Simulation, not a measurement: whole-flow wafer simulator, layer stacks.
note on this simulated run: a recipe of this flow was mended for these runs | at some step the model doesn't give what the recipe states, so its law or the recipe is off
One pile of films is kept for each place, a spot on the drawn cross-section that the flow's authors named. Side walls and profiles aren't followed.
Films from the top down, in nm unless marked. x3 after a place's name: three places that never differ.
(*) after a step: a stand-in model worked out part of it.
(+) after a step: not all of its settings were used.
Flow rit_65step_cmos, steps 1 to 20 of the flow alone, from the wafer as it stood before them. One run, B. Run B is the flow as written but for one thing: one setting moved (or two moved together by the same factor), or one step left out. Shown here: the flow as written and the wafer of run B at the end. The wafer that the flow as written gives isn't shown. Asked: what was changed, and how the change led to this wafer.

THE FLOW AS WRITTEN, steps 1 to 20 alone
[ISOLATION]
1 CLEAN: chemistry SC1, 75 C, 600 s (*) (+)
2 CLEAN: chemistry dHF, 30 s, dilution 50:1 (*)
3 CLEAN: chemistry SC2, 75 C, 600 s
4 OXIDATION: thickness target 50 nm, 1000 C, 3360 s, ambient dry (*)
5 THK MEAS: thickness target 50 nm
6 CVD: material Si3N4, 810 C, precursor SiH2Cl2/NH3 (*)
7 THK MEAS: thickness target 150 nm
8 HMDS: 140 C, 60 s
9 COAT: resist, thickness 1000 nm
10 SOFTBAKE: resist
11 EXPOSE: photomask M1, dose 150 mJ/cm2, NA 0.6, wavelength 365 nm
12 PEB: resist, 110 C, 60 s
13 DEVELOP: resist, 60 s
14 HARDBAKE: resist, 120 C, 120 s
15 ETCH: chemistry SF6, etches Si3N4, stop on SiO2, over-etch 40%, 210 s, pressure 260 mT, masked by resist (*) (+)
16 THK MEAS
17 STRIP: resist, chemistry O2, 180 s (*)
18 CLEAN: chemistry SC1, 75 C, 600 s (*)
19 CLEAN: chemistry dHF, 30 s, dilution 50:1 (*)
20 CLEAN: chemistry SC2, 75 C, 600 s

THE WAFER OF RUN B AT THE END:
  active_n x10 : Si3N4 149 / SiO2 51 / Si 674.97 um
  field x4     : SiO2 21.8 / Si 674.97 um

The cause: step 18, CLEAN: 84 C was run, where the flow has 75 C.

How the change led to this, step by step:
  18 CLEAN: chemistry SC1, 75 C, 600 s (*)
      field x4: SiO2 -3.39 (as written it would be: SiO2 -2.05)
